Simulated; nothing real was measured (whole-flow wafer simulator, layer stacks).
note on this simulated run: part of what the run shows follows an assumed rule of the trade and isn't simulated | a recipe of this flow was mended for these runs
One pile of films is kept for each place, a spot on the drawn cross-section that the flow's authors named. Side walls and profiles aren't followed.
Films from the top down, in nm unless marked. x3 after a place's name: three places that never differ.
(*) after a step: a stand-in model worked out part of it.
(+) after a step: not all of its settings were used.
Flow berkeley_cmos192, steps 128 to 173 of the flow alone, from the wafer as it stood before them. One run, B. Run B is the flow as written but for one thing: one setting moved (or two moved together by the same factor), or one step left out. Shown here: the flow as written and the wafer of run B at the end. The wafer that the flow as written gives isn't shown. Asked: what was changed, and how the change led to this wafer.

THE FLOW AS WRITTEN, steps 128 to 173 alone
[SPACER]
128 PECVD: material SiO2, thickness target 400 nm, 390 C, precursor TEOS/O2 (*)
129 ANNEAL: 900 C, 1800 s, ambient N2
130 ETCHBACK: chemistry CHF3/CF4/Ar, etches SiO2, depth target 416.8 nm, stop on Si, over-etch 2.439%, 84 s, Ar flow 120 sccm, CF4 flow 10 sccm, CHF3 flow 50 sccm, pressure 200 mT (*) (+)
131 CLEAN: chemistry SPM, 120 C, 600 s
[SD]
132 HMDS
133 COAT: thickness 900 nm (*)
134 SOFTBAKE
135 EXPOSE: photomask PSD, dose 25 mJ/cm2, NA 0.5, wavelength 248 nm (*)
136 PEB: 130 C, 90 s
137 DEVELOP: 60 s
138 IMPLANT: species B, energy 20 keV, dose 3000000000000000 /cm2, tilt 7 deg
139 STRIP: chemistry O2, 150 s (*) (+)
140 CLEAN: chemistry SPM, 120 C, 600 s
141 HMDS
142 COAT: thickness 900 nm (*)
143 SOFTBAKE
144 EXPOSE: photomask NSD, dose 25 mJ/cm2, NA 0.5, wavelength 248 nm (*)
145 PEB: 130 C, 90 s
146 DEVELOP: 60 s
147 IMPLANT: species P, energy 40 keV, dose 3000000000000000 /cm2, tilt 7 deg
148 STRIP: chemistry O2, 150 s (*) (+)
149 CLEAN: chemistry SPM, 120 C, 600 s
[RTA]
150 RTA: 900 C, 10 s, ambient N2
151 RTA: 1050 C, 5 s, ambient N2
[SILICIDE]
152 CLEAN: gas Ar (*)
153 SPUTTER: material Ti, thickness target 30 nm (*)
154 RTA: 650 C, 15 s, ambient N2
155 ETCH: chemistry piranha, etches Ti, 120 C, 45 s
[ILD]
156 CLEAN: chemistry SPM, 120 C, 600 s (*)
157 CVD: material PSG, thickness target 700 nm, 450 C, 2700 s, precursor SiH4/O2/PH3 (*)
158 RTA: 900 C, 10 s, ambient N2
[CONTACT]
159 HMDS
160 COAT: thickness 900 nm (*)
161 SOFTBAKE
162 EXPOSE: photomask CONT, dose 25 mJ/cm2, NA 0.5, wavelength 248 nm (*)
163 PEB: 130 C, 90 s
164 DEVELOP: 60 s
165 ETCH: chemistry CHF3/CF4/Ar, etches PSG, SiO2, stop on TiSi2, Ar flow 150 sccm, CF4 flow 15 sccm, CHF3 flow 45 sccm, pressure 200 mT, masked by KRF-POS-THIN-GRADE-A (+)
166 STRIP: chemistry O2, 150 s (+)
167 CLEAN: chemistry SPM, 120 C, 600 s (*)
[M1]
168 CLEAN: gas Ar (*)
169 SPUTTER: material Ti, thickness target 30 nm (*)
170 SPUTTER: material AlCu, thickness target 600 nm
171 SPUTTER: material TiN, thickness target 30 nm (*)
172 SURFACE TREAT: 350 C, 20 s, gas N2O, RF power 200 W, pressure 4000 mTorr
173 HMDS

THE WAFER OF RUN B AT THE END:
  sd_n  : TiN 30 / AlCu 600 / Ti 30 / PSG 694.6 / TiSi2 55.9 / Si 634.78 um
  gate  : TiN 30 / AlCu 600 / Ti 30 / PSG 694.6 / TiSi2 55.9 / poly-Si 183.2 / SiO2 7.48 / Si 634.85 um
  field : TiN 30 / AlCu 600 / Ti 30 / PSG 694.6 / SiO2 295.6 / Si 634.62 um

The cause: step 128, PECVD: thickness target 314 nm was run, where the flow has thickness target 400 nm.

How the change led to this, step by step:
  128 PECVD: material SiO2, thickness target 400 nm, 390 C, precursor TEOS/O2 (*)
      field, sd_n, contact, m1: SiO2 +314 (as written it would be: SiO2 +400)
      spacer_n, sd_p, spacer_p: SiO2 +303.7 (as written it would be: SiO2 +386.5)
      (and at 2 more places)
  130 ETCHBACK: chemistry CHF3/CF4/Ar, etches SiO2, depth target 416.8 nm, stop on Si, over-etch 2.439%, 84 s, Ar flow 120 sccm, CF4 flow 10 sccm, CHF3 flow 50 sccm, pressure 200 mT (*) (+)
      gate, gate_p: SiO2 -314 (all of it), chemical SiO2 -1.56 (all of it), poly-Si -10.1 (as written it would be: SiO2 -400 (all of it), chemical SiO2 -1.56 (all of it), poly-Si -2.31)
      sd_n: SiO2 -320 (all of it), Si -10.1 (as written it would be: SiO2 -406 (all of it), Si -2.31)
      (and at 3 more places)
  133 COAT: thickness 900 nm (*)
      sd_n: KrF-resist +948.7 (new film) (as written it would be: KrF-resist +993.2 (new film))
      spacer_n: KrF-resist +822.5 (new film) (as written it would be: KrF-resist +785.3 (new film))
      (and at 6 more places)
  137 DEVELOP: 60 s
      sd_p: KrF-resist -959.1 (all of it) (as written it would be: KrF-resist -999 (all of it))
      spacer_p: KrF-resist -818.6 (all of it) (as written it would be: KrF-resist -778.4 (all of it))
      (and at 1 more place)
  139 STRIP: chemistry O2, 150 s (*) (+)
      sd_n: KrF-resist -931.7 (all of it), chemical SiO2 +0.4, Si -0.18 (as written it would be: KrF-resist -976 (all of it), chemical SiO2 +0.39, Si -0.17)
      spacer_n: KrF-resist -805.8 (all of it) (as written it would be: KrF-resist -768.7 (all of it))
      (and at 3 more places)
  142 COAT: thickness 900 nm (*)
      sd_n: KrF-resist +948.6 (new film) (as written it would be: KrF-resist +993.1 (new film))
      spacer_n: KrF-resist +822.6 (new film) (as written it would be: KrF-resist +785.4 (new film))
      (and at 6 more places)
  146 DEVELOP: 60 s
      sd_n: KrF-resist -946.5 (all of it) (as written it would be: KrF-resist -990.8 (all of it))
      spacer_n: KrF-resist -820.8 (all of it) (as written it would be: KrF-resist -783.7 (all of it))
      (and at 3 more places)
  148 STRIP: chemistry O2, 150 s (*) (+)
      gate_p: KrF-resist -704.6 (all of it), chemical SiO2 +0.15, poly-Si -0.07 (as written it would be: KrF-resist -742.5 (all of it), chemical SiO2 +0.15)
      sd_p: KrF-resist -944.1 (all of it), chemical SiO2 +0.15, Si -0.07 (as written it would be: KrF-resist -983.9 (all of it), chemical SiO2 +0.15, Si -0.07)
      (and at 1 more place)
  153 SPUTTER: material Ti, thickness target 30 nm (*)
      sd_p: Ti +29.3 (new film) (as written it would be: Ti +28.2 (new film))
  154 RTA: 650 C, 15 s, ambient N2
      sd_p: Ti -22.8, TiSi first +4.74 (new film), TiSi2 C49 +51 (new film), Si -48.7 (as written it would be: Ti -22, TiSi first +2.72 (new film), TiSi2 C49 +51.9 (new film), Si -48.2)
  157 CVD: material PSG, thickness target 700 nm, 450 C, 2700 s, precursor SiH4/O2/PH3 (*)
      sd_p: PSG +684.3 (new film) (as written it would be: PSG +668 (new film))
  158 RTA: 900 C, 10 s, ambient N2
      sd_p: under 1 film: TiSi2 +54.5 (new film), TiSi first -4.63 (all of it), TiSi2 C49 -51 (all of it), Si -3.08 (as written it would be: under 1 film: TiSi2 +52.6 (new film), TiSi first -2.61 (all of it), TiSi2 C49 -51.9 (all of it), Si -1.74)
  160 COAT: thickness 900 nm (*)
      sd_n: KrF-resist +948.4 (new film) (as written it would be: KrF-resist +995.6 (new film))
      spacer_n: KrF-resist +850.3 (new film) (as written it would be: KrF-resist +823.6 (new film))
      (and at 6 more places)
  164 DEVELOP: 60 s
      contact: KrF-resist -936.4 (all of it) (as written it would be: KrF-resist -973.5 (all of it))
  166 STRIP: chemistry O2, 150 s (+)
      sd_n: KrF-resist -737.3 (all of it) (as written it would be: KrF-resist -784.4 (all of it))
      spacer_n: KrF-resist -639.4 (all of it) (as written it would be: KrF-resist -612.8 (all of it))
      (and at 5 more places)
  169 SPUTTER: material Ti, thickness target 30 nm (*)
      sd_p: Ti +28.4 (new film) (as written it would be: Ti +26.8 (new film))
  ... 1 more step ...
  171 SPUTTER: material TiN, thickness target 30 nm (*)
      sd_p: TiN +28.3 (new film) (as written it would be: TiN +26.2 (new film))
